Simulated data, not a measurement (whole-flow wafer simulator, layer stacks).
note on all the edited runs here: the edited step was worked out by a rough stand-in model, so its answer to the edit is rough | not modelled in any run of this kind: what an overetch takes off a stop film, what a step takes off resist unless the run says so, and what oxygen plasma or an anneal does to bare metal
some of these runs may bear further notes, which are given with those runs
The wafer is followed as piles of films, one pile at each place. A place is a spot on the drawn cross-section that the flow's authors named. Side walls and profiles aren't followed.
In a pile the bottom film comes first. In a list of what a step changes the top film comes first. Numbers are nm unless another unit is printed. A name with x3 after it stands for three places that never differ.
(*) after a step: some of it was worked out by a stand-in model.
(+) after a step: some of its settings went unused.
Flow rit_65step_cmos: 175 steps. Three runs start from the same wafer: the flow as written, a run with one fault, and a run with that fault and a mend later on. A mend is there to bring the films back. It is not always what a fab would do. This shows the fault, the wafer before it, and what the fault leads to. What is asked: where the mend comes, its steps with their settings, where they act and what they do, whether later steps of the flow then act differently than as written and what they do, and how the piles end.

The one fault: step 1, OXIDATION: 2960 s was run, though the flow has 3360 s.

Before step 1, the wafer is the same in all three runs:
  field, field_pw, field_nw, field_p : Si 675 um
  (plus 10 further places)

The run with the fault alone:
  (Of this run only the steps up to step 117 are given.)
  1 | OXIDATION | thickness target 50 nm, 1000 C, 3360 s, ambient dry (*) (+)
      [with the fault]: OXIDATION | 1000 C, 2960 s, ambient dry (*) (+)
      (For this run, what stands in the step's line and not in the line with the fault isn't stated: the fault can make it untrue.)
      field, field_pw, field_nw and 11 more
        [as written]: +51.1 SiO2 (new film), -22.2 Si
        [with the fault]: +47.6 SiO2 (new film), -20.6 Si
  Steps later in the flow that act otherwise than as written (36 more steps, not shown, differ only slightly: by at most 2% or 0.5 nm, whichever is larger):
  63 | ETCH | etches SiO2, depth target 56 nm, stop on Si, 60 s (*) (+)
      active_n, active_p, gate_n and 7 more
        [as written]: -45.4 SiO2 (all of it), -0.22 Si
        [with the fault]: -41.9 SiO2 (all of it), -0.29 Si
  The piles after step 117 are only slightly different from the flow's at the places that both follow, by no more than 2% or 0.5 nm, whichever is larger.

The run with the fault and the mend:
  The mend stands after step 2.
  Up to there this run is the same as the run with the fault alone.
  2a | ETCH | depth target 55 nm, 21.5 C, 61 s
      field, field_pw, field_nw and 11 more
        -47.6 SiO2 (all of it)
  2b | CLEAN | chemistry SC2, 75 C, 600 s
      field, field_pw, field_nw and 11 more
        +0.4 chemical SiO2 (new film), -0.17 Si
  2c | OXIDATION | 1000 C, 3360 s, ambient dry (*) (the flow's step 1 again, with other settings)
      field, field_pw, field_nw and 11 more
        +51 SiO2 (new film), -0.4 chemical SiO2 (all of it), -22.3 Si
  Steps later in the flow that act otherwise than as written (18 more steps, not shown, differ only slightly: by at most 2% or 0.5 nm, whichever is larger):
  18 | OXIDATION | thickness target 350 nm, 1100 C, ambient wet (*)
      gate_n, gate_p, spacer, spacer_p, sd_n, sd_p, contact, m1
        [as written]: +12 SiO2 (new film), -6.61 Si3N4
        [with the mend]: +12 SiO2 (new film), -6.61 Si3N4, +0.03 SiO2
  The piles end only slightly different from the flow's at the places that both follow, by no more than 2% or 0.5 nm, whichever is larger.
